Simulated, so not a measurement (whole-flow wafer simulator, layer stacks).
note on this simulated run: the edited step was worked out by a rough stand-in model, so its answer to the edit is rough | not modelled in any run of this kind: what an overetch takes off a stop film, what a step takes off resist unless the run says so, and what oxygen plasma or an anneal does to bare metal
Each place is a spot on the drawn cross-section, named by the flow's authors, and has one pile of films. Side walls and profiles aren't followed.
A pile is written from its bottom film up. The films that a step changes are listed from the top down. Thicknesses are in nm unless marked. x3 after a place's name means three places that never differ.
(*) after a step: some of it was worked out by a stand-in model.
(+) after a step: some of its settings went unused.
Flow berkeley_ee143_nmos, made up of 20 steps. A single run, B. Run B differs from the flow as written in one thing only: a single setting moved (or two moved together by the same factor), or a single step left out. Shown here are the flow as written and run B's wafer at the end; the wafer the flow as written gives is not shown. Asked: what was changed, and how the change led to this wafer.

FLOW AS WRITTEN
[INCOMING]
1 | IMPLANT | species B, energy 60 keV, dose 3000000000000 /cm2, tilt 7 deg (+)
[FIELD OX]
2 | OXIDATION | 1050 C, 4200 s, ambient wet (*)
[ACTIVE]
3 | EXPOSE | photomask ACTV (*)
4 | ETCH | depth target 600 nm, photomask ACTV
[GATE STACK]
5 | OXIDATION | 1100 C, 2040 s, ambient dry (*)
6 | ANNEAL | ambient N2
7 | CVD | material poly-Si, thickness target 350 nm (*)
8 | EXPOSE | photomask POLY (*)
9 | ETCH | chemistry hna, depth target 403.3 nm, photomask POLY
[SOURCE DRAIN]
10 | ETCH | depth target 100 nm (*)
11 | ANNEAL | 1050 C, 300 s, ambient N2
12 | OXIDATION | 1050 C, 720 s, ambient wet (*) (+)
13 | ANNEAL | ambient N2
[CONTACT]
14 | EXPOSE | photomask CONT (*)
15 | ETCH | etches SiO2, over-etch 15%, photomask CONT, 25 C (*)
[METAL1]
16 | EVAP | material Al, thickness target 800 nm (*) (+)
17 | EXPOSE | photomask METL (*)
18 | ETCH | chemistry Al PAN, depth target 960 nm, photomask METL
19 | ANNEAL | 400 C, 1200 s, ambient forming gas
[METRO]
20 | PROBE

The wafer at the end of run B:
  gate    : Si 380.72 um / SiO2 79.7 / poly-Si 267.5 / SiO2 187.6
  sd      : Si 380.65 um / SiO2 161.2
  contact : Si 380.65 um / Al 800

The reason: step 12, OXIDATION: 576 s was run, though the flow has 720 s.

The path from the change to this, step by step:
  12 | OXIDATION | 1050 C, 720 s, ambient wet (*) (+)
      sd, contact: +161.2 SiO2 (new film), -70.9 Si (it would be, as written: +189.4 SiO2 (new film), -83.4 Si)
      gate: +187.6 SiO2 (new film), -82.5 poly-Si (it would be, as written: +217.6 SiO2 (new film), -95.7 poly-Si)
      (also at 1 further place)
  15 | ETCH | etches SiO2, over-etch 15%, photomask CONT, 25 C (*)
      contact: -161.2 SiO2 (all of it) (it would be, as written: -189.4 SiO2 (all of it))
